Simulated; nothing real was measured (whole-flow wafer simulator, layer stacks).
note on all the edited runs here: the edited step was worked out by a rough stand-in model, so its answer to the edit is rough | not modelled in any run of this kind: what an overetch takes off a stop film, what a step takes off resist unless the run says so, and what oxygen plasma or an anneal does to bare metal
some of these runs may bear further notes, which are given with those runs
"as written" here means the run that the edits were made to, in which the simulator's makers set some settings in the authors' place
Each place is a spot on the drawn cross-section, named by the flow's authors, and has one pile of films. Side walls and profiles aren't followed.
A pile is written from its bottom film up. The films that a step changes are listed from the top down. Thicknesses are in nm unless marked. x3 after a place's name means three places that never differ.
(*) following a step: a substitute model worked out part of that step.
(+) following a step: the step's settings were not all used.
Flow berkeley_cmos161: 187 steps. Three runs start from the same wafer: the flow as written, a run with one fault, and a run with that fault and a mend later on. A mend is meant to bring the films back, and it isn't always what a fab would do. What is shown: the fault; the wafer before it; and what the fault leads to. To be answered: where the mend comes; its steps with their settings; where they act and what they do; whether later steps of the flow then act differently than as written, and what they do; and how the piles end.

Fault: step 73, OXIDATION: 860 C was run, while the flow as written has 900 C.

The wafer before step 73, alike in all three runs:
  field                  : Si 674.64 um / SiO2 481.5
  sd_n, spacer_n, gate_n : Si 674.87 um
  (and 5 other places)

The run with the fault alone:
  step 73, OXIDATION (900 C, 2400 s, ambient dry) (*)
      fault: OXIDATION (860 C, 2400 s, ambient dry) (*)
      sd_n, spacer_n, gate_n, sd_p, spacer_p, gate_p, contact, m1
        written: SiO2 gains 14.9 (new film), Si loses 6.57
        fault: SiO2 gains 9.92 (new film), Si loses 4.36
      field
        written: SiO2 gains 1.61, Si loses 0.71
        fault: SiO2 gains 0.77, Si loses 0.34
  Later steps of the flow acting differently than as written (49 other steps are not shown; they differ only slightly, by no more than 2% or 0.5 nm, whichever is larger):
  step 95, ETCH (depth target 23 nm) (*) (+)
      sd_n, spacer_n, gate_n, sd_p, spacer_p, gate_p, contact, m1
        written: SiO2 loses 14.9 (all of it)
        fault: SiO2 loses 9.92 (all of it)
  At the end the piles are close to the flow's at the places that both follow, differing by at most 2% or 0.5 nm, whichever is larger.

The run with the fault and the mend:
  After step 74 comes the mend.
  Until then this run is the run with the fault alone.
  step 74a, OXIDATION (900 C, 1123 s, ambient dry) (*) (the flow's step 73, run once more with other settings)
      sd_n, spacer_n, gate_n, sd_p, spacer_p, gate_p, contact, m1
        SiO2 gains 4.98, Si loses 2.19
      field
        SiO2 gains 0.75, Si loses 0.33
  None of the later steps of the flow differs from how it acts as written, at any place that is followed, by more than 2% or 0.5 nm, whichever is larger.
  At the end the piles are close to the flow's at the places that both follow, differing by at most 2% or 0.5 nm, whichever is larger.
